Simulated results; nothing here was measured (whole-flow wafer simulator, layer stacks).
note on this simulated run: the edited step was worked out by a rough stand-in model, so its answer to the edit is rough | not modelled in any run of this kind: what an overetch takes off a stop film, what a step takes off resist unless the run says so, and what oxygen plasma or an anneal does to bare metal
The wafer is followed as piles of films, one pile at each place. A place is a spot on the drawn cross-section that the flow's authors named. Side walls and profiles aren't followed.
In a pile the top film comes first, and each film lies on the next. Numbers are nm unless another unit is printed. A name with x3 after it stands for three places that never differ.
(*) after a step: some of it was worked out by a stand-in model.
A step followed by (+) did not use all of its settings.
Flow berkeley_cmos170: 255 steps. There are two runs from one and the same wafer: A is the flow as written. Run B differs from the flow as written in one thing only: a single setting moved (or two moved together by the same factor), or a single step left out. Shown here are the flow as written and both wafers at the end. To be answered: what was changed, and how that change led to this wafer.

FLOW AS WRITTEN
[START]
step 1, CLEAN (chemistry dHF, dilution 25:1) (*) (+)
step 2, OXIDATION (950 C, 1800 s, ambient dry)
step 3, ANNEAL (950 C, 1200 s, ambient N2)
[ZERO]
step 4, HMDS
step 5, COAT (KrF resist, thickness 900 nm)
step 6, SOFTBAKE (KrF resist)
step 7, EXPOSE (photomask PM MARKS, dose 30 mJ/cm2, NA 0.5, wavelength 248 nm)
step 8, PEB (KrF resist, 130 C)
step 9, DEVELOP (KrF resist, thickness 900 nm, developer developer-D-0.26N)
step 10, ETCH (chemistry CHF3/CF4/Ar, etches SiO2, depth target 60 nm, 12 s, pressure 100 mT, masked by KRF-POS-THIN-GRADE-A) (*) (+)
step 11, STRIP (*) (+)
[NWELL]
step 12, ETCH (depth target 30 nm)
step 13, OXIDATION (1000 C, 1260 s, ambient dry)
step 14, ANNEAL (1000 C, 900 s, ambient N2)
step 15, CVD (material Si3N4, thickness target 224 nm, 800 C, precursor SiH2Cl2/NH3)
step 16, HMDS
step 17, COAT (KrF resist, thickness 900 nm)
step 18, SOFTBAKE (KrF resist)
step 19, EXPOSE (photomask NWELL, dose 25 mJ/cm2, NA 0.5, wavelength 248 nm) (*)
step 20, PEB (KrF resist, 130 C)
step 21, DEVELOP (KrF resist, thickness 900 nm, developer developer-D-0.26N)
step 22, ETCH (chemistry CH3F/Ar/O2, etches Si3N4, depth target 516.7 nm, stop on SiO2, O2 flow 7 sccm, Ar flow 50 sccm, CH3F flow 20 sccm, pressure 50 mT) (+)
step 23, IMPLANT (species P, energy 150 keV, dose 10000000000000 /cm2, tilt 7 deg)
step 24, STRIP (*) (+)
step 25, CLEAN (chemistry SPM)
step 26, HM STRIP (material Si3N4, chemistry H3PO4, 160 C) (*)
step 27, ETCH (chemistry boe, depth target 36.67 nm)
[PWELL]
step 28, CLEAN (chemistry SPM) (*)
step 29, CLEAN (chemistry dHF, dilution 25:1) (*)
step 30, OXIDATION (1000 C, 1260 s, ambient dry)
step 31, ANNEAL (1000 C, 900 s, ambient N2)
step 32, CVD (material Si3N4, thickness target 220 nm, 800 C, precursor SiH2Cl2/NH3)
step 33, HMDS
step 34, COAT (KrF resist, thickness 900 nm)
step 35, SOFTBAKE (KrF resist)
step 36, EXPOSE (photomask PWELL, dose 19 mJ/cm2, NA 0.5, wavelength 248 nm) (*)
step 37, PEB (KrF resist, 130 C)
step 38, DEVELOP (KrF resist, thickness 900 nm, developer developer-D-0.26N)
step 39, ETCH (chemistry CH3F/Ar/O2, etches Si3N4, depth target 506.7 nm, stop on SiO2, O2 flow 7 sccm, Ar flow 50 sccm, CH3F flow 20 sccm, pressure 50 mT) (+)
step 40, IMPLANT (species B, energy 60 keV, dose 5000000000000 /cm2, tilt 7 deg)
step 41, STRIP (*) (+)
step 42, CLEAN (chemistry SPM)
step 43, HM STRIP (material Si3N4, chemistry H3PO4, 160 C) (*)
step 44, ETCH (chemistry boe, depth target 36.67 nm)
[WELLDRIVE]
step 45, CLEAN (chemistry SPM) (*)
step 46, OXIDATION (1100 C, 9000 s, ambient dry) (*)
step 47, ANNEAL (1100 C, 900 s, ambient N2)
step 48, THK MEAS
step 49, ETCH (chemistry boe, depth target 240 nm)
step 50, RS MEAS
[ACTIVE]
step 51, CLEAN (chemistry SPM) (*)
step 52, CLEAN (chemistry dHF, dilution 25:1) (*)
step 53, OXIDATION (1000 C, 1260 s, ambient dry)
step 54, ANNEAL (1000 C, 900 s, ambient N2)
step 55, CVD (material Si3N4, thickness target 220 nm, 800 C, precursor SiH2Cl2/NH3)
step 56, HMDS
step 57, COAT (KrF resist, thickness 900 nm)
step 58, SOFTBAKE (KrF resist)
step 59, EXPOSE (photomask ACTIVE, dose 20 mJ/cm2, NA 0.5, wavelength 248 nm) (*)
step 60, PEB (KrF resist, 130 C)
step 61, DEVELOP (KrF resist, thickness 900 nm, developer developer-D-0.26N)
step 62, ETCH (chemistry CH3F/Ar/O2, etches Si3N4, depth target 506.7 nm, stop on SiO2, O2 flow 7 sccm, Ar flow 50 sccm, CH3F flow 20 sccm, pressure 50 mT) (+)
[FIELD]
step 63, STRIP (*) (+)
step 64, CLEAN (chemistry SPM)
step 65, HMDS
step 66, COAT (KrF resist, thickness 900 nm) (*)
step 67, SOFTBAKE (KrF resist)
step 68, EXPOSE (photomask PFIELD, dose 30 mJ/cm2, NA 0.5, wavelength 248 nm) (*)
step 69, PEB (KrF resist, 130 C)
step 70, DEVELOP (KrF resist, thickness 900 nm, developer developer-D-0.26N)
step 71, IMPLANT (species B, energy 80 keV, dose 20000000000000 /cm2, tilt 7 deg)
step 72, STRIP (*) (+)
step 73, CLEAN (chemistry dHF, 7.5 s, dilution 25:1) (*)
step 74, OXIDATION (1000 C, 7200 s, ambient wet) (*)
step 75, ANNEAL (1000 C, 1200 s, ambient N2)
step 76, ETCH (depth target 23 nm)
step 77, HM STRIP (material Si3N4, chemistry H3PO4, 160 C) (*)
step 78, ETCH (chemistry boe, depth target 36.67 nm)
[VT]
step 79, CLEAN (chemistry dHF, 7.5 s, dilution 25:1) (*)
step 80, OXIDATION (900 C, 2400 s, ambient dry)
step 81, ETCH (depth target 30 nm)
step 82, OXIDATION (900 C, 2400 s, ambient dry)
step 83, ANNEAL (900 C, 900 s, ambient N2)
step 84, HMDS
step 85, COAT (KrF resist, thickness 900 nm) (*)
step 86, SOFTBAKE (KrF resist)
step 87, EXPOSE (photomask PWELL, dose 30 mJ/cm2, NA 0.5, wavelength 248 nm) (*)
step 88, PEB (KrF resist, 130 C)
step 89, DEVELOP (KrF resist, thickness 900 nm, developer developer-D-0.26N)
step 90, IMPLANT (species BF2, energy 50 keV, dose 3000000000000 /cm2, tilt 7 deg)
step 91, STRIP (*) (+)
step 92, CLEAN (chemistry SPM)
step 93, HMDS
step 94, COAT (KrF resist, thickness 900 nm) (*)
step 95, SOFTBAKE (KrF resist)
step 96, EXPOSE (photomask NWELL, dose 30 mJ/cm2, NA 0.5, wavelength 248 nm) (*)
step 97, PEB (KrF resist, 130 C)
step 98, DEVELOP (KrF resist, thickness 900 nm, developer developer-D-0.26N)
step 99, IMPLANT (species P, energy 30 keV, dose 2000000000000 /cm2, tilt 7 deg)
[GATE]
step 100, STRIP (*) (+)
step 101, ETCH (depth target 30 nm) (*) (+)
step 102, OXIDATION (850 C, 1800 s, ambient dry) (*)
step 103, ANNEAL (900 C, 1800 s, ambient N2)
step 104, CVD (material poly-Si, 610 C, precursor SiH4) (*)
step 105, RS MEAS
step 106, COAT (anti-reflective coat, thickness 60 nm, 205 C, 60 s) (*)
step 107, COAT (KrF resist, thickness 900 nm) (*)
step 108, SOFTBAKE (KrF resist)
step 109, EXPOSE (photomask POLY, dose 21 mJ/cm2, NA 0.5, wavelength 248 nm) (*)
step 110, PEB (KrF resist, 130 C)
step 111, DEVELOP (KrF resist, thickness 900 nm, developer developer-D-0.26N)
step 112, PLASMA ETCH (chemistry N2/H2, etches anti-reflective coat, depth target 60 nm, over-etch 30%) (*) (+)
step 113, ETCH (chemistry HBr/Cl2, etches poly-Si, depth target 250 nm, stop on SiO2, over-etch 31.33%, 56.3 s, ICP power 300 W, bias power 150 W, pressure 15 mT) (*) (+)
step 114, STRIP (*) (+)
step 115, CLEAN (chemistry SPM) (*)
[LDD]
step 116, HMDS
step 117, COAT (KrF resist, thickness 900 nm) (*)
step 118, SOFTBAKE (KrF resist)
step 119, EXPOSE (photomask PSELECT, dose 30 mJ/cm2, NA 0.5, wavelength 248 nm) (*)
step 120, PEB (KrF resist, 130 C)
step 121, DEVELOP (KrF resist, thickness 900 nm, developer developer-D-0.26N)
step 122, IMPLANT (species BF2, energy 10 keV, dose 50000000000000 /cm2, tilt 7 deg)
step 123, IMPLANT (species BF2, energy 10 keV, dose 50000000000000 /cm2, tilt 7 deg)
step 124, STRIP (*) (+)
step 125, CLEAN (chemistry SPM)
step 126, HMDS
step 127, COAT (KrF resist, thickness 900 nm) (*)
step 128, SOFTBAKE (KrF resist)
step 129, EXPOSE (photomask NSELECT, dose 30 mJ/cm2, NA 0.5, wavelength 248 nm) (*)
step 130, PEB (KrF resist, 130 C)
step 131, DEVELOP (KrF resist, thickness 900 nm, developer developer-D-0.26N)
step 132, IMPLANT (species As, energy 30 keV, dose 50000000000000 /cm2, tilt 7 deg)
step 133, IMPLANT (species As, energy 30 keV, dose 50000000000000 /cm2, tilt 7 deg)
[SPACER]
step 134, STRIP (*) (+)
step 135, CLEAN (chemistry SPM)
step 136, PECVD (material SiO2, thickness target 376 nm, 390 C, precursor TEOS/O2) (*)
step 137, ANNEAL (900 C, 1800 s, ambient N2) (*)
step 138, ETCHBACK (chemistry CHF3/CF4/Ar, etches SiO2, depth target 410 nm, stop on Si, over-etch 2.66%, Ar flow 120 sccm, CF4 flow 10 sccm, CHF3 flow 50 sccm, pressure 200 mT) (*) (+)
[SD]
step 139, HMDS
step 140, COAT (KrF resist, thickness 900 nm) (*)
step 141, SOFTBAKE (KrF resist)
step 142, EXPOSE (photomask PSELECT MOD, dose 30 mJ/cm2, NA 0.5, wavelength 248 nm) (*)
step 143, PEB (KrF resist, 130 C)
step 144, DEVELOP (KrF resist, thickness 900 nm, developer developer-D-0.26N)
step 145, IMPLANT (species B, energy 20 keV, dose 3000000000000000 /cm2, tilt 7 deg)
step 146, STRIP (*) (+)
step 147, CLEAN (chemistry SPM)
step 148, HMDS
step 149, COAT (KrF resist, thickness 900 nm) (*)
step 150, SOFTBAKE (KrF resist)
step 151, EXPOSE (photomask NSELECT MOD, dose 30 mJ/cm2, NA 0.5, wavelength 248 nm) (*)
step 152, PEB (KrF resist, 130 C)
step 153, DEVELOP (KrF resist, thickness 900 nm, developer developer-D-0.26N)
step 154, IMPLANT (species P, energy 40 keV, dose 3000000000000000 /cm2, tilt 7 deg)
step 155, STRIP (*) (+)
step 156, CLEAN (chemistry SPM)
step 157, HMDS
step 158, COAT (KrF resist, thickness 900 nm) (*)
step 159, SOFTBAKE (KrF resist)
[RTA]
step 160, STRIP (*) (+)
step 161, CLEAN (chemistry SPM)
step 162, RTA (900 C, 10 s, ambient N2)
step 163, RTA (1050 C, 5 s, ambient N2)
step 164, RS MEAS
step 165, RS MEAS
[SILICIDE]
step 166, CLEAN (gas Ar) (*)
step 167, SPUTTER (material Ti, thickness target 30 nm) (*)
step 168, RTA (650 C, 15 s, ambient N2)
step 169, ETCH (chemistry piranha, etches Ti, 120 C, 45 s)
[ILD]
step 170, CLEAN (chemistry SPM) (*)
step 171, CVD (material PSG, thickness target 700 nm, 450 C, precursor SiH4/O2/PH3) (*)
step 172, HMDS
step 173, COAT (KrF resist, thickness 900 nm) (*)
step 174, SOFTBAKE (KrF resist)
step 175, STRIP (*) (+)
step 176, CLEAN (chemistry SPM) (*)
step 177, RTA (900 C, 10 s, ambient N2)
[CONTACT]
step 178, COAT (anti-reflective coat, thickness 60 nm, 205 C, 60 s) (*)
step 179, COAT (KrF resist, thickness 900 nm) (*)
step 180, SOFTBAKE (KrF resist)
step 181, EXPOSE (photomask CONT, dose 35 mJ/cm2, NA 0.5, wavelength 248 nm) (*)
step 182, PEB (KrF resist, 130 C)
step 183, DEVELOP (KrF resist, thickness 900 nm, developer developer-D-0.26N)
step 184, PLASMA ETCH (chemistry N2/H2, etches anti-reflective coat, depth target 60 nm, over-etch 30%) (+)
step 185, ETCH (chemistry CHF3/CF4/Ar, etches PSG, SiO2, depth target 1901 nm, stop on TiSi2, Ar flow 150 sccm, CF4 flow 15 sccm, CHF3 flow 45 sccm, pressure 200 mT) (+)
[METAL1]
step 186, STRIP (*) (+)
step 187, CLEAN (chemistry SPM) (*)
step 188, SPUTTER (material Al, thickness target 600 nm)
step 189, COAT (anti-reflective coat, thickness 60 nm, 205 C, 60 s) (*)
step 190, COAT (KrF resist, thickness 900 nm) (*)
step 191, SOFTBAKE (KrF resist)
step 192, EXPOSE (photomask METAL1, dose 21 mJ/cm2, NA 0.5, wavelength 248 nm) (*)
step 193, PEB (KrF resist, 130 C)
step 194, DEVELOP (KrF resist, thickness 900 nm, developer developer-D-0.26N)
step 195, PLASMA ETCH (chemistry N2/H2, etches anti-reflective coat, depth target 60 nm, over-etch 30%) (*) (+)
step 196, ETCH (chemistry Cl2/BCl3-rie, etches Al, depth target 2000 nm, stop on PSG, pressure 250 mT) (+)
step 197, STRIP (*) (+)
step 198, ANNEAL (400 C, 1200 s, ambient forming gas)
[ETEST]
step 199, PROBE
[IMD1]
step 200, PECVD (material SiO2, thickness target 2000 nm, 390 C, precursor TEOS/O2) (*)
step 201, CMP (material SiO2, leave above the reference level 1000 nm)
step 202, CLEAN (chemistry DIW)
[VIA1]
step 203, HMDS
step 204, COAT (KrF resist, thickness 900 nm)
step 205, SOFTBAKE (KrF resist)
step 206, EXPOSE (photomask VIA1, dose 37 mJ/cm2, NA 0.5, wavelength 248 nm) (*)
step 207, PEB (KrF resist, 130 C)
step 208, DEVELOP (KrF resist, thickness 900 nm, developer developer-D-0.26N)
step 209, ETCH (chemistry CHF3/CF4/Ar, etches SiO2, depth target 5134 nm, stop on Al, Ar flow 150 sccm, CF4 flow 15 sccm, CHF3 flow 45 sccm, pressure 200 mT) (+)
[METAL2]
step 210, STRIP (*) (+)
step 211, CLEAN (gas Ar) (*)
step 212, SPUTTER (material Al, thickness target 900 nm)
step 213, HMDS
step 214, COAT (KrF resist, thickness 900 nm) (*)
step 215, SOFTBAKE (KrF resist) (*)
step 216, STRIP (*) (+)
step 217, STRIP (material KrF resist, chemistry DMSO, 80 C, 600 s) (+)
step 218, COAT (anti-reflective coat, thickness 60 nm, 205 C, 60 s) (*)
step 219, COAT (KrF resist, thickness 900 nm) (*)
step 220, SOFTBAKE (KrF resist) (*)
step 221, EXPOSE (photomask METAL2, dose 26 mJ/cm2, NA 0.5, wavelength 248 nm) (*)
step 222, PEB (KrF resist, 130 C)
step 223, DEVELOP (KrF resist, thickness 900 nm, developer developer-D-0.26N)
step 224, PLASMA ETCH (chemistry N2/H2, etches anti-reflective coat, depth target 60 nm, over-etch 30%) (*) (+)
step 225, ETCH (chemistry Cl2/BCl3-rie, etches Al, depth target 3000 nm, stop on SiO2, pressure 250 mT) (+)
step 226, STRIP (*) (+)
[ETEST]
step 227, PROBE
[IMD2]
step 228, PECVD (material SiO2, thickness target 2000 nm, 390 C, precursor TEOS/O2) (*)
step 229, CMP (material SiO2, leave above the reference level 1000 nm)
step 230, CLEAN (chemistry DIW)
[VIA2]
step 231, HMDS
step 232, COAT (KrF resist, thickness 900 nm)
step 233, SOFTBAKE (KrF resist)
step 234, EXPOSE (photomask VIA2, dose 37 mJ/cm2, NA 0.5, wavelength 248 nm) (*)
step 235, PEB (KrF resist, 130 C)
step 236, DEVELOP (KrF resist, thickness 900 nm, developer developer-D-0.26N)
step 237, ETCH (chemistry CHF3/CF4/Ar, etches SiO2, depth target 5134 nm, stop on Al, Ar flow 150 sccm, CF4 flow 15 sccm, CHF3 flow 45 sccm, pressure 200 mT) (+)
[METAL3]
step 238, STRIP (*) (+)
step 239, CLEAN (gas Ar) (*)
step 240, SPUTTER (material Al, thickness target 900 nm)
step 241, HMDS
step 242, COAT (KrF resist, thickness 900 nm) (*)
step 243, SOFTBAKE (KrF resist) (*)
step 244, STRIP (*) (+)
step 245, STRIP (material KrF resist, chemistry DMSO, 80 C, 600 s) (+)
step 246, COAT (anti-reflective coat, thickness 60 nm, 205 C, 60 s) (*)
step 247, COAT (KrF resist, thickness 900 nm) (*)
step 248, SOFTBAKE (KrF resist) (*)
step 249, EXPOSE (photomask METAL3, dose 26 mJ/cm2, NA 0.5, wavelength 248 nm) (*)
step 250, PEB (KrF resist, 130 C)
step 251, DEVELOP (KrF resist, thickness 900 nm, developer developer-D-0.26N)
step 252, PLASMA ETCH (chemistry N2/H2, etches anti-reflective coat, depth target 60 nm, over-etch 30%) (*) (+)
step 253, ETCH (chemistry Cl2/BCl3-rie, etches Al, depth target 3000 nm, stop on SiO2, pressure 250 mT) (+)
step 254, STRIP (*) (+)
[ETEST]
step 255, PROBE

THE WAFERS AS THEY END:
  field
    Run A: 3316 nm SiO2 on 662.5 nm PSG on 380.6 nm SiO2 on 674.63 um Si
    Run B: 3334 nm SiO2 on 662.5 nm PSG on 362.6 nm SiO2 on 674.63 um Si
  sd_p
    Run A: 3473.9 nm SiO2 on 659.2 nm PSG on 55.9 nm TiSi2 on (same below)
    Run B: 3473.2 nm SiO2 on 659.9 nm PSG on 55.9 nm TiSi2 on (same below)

Cause: step 101, ETCH: depth target 48 nm was run, while the flow as written has depth target 30 nm.

The path from the change to this, step by step:
  step 101, ETCH (depth target 30 nm) (*) (+)
      field: A -30 SiO2 | B -48 SiO2
  step 106, COAT (anti-reflective coat, thickness 60 nm, 205 C, 60 s) (*)
      sd_n: A +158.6 anti-reflective coat (new film) | B +146.4 anti-reflective coat (new film)
      spacer_n: A +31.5 anti-reflective coat (new film) | B +35.8 anti-reflective coat (new film)
      (also at 6 further places)
  step 112, PLASMA ETCH (chemistry N2/H2, etches anti-reflective coat, depth target 60 nm, over-etch 30%) (*) (+)
      sd_n: A -158.6 anti-reflective coat (all of it), -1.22 poly-Si | B -146.4 anti-reflective coat (all of it), -1.13 poly-Si
      spacer_n: A -31.5 anti-reflective coat (all of it), -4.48 poly-Si | B -35.8 anti-reflective coat (all of it), -3.96 poly-Si
      (also at 4 further places)
  step 114, STRIP (*) (+)
      gate_n: A +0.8 chemical SiO2 (new film), -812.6 KrF resist (all of it), -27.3 anti-reflective coat (all of it), -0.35 poly-Si | B +0.8 chemical SiO2 (new film), -798.3 KrF resist (all of it), -31.8 anti-reflective coat (all of it), -0.35 poly-Si
      gate_p: A +0.8 chemical SiO2 (new film), -782.1 KrF resist (all of it), -29.6 anti-reflective coat (all of it), -0.35 poly-Si | B +0.8 chemical SiO2 (new film), -772.9 KrF resist (all of it), -32.8 anti-reflective coat (all of it), -0.35 poly-Si
  step 178, COAT (anti-reflective coat, thickness 60 nm, 205 C, 60 s) (*)
      sd_n: A +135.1 anti-reflective coat (new film) | B +126.2 anti-reflective coat (new film)
      gate_n: A +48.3 anti-reflective coat (new film) | B +46.9 anti-reflective coat (new film)
      (also at 3 further places)
  step 186, STRIP (*) (+)
      sd_n: A -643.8 KrF resist (all of it), -135.1 anti-reflective coat (all of it) | B -642.7 KrF resist (all of it), -126.2 anti-reflective coat (all of it)
      gate_n: A -553.1 KrF resist (all of it), -48.3 anti-reflective coat (all of it) | B -544.8 KrF resist (all of it), -46.9 anti-reflective coat (all of it)
      (also at 3 further places)
  step 189, COAT (anti-reflective coat, thickness 60 nm, 205 C, 60 s) (*)
      field: A +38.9 anti-reflective coat (new film) | B +38.1 anti-reflective coat (new film)
      gate_n: A +48 anti-reflective coat (new film) | B +47 anti-reflective coat (new film)
      (also at 2 further places)
  step 195, PLASMA ETCH (chemistry N2/H2, etches anti-reflective coat, depth target 60 nm, over-etch 30%) (*) (+)
      contact, m1, via1, m2, via2: A -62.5 KrF resist | B -61.1 KrF resist
      field: A -38.9 anti-reflective coat (all of it) | B -38.1 anti-reflective coat (all of it)
      (also at 2 further places)
  step 197, STRIP (*) (+)
      m2: A -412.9 KrF resist (all of it), -61.1 anti-reflective coat (all of it) | B -406.7 KrF resist (all of it), -63.5 anti-reflective coat (all of it)
  step 201, CMP (material SiO2, leave above the reference level 1000 nm)
      field: A -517 SiO2 | B -499 SiO2
